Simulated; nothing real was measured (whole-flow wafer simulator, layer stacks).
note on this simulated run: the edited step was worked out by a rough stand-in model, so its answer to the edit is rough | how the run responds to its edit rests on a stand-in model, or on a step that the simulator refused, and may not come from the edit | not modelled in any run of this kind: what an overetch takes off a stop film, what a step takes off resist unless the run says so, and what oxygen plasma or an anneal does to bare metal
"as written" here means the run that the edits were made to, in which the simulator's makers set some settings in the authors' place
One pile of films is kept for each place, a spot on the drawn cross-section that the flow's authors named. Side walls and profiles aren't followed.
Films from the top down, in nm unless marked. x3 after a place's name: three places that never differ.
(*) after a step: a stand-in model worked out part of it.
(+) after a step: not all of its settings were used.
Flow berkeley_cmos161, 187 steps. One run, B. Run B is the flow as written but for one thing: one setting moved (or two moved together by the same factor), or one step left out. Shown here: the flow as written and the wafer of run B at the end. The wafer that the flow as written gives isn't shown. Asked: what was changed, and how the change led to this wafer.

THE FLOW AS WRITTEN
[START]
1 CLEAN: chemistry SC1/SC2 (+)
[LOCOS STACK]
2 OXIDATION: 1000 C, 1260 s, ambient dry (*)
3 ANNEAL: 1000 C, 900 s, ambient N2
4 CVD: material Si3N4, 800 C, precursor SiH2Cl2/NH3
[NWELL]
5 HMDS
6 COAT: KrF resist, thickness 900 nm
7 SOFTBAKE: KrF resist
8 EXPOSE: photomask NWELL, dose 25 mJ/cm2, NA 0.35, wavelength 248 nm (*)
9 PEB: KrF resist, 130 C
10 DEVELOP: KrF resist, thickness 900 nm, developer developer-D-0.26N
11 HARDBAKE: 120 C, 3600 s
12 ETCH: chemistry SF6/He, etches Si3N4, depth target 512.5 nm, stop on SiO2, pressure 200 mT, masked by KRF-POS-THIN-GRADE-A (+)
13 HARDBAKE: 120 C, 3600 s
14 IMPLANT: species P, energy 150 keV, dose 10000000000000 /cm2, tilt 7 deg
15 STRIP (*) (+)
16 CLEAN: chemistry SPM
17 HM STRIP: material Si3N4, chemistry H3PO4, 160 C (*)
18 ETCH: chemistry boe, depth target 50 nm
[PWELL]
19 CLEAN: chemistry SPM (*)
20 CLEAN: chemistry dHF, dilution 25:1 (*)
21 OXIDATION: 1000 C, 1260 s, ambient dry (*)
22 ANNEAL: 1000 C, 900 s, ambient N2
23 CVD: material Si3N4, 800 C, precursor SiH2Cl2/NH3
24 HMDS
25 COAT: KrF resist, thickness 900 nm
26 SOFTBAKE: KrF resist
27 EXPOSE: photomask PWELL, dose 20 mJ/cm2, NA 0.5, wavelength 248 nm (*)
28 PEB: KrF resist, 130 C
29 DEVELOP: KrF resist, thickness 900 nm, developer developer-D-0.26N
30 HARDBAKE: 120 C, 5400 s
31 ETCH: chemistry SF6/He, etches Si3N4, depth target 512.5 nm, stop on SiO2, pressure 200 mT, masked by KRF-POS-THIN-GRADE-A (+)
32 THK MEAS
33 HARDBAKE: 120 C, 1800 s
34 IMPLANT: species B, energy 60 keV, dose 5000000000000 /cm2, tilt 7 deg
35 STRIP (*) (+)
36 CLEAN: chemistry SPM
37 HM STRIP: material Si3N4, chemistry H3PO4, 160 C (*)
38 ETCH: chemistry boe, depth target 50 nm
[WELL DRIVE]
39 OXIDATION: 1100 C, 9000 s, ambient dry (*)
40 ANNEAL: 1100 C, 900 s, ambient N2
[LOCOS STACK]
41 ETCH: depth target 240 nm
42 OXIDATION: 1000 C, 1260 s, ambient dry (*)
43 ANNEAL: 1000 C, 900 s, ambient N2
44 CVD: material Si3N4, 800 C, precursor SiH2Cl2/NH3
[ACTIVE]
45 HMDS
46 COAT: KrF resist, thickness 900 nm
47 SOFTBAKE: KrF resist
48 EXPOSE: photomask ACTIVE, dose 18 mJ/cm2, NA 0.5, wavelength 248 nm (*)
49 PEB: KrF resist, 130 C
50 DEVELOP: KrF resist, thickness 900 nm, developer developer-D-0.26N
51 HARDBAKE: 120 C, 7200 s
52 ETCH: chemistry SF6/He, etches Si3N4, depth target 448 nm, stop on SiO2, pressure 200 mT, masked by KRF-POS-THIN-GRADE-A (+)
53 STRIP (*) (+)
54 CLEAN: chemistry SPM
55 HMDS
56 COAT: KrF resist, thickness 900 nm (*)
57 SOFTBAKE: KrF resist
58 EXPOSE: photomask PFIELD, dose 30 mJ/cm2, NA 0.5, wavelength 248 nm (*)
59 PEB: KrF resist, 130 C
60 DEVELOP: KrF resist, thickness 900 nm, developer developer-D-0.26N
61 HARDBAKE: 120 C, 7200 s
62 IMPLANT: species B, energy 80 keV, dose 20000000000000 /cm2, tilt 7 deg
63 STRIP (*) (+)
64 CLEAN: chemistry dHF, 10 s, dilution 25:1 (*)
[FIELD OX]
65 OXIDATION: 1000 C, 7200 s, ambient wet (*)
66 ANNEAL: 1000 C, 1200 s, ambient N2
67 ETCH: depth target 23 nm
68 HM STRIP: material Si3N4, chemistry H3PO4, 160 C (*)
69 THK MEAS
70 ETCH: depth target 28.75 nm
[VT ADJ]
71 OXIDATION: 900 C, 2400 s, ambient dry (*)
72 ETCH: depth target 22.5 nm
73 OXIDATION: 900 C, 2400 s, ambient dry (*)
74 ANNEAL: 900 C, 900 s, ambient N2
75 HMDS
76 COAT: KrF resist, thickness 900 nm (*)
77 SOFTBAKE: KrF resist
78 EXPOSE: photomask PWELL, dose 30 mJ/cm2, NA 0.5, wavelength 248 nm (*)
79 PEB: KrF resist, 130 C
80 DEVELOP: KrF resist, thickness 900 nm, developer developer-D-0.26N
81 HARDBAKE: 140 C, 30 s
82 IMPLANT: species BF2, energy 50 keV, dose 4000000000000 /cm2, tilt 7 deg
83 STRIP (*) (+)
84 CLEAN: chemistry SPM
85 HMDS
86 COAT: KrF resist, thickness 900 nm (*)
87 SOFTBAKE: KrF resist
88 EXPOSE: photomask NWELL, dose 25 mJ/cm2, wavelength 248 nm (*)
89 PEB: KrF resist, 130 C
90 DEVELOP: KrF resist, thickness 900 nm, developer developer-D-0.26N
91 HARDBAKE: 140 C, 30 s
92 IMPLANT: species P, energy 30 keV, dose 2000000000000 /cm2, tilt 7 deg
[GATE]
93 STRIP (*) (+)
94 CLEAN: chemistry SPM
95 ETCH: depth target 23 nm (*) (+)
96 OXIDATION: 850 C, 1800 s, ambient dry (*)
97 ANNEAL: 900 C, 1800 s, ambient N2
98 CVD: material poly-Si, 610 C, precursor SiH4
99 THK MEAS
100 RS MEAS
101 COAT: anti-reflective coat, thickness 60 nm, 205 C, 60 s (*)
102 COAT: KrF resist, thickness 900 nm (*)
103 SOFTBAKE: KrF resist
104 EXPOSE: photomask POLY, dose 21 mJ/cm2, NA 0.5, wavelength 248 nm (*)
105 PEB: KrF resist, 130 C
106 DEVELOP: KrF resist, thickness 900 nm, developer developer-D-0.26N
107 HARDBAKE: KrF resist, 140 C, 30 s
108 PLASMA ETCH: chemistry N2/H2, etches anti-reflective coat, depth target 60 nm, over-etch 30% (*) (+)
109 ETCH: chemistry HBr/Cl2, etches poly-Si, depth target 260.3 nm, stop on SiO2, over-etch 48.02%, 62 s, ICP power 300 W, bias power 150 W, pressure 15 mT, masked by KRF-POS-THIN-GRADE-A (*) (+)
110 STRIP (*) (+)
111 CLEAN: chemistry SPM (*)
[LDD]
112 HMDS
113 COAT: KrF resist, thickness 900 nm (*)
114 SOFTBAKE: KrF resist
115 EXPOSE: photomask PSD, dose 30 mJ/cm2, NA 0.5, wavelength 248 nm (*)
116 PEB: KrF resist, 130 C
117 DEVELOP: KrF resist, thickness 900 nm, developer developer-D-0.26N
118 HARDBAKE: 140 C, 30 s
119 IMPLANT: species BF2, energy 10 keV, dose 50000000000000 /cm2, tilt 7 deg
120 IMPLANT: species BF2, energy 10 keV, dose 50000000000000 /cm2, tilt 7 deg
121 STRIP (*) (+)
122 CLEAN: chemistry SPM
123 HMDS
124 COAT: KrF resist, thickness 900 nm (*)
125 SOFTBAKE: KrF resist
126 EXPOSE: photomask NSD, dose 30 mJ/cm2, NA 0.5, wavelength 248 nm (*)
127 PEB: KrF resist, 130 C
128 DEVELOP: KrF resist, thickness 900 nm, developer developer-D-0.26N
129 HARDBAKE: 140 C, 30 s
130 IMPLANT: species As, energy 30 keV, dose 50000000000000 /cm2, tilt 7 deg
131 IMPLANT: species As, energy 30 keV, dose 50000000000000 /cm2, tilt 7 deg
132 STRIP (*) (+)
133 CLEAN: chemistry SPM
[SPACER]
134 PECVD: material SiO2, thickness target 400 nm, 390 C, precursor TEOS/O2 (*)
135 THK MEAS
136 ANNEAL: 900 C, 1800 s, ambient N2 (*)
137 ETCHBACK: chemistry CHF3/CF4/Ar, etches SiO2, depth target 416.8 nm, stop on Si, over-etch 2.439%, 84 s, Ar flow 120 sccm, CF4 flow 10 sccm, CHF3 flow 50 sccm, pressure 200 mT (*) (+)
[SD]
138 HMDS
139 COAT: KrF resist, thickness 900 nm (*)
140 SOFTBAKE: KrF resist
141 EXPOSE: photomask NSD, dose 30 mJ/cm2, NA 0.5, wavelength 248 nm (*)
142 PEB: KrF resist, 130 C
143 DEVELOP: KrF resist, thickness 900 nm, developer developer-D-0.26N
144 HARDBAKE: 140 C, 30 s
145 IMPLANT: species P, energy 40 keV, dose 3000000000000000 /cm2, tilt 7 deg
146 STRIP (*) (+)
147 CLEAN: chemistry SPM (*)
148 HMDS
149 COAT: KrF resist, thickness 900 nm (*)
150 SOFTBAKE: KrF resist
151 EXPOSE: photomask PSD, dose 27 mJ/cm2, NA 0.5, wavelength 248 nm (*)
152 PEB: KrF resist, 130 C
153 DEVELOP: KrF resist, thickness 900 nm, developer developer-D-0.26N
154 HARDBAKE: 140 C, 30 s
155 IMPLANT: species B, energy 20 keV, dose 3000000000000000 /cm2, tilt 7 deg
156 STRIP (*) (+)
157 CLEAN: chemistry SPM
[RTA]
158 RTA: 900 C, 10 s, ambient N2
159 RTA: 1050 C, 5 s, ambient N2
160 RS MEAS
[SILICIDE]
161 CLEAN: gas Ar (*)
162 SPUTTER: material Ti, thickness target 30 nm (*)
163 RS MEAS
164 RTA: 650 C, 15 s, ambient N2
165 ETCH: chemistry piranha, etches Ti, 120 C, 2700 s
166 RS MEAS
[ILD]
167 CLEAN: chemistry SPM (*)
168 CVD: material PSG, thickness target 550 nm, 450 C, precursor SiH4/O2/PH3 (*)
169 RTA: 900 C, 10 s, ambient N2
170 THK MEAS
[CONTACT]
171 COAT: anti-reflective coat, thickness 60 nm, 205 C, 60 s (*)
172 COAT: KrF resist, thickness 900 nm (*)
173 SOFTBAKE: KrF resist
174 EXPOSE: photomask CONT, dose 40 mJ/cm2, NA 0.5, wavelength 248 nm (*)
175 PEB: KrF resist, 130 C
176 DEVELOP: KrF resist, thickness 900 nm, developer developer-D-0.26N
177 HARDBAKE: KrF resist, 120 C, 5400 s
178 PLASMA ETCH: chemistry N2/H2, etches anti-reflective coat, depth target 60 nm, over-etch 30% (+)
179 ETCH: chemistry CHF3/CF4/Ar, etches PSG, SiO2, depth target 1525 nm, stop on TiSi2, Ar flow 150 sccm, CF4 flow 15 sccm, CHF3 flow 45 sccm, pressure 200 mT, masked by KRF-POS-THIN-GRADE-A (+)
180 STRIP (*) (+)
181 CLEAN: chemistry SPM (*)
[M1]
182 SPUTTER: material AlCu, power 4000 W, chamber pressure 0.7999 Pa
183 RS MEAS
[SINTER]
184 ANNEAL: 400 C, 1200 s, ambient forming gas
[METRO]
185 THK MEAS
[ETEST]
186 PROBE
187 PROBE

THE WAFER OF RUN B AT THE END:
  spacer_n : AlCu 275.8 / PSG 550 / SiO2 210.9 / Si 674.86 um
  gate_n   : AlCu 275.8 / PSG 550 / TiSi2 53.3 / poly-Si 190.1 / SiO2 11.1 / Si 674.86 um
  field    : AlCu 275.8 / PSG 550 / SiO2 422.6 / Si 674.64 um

The cause: step 95, ETCH: depth target 8.74 nm was run, where the flow has depth target 23 nm.

How the change led to this, step by step:
  95 ETCH: depth target 23 nm (*) (+)
      sd_n, spacer_n, gate_n, sd_p, spacer_p, gate_p, contact, m1: SiO2 -8.74 (as written it would be: SiO2 -14.9 (all of it))
      field: SiO2 -8.74 (as written it would be: SiO2 -23)
  96 OXIDATION: 850 C, 1800 s, ambient dry (*)
      sd_n, spacer_n, gate_n, sd_p, spacer_p, gate_p, contact, m1: SiO2 +4.94, Si -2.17 (as written it would be: SiO2 +7.48 (new film), Si -3.29)
  101 COAT: anti-reflective coat, thickness 60 nm, 205 C, 60 s (*)
      sd_n: anti-reflective coat +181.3 (new film) (as written it would be: anti-reflective coat +173.5 (new film))
      spacer_n: anti-reflective coat +27 (new film) (as written it would be: anti-reflective coat +28.7 (new film))
      (and at 4 more places)
  108 PLASMA ETCH: chemistry N2/H2, etches anti-reflective coat, depth target 60 nm, over-etch 30% (*) (+)
      sd_n: anti-reflective coat -181.3 (all of it), poly-Si -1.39 (as written it would be: anti-reflective coat -173.5 (all of it), poly-Si -1.33)
      spacer_n: anti-reflective coat -27 (all of it), poly-Si -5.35 (as written it would be: anti-reflective coat -28.7 (all of it), poly-Si -5.05)
      (and at 2 more places)
  110 STRIP (*) (+)
      gate_n: chemical SiO2 +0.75 (new film), KrF resist -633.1 (all of it), anti-reflective coat -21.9 (all of it), poly-Si -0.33 (as written it would be: chemical SiO2 +0.75 (new film), KrF resist -626.8 (all of it), anti-reflective coat -23.7 (all of it), poly-Si -0.33)
      gate_p: chemical SiO2 +0.75 (new film), KrF resist -601.9 (all of it), anti-reflective coat -27 (all of it), poly-Si -0.33 (as written it would be: chemical SiO2 +0.75 (new film), KrF resist -598.2 (all of it), anti-reflective coat -27.9 (all of it), poly-Si -0.33)
  171 COAT: anti-reflective coat, thickness 60 nm, 205 C, 60 s (*)
      sd_n: anti-reflective coat +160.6 (new film) (as written it would be: anti-reflective coat +149.7 (new film))
      m1: anti-reflective coat +101.2 (new film) (as written it would be: anti-reflective coat +97.8 (new film))
  180 STRIP (*) (+)
      sd_n: KrF resist -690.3 (all of it), anti-reflective coat -160.6 (all of it) (as written it would be: KrF resist -692.5 (all of it), anti-reflective coat -149.7 (all of it))
      m1: KrF resist -744.6 (all of it), anti-reflective coat -101.2 (all of it) (as written it would be: KrF resist -739.9 (all of it), anti-reflective coat -97.8 (all of it))
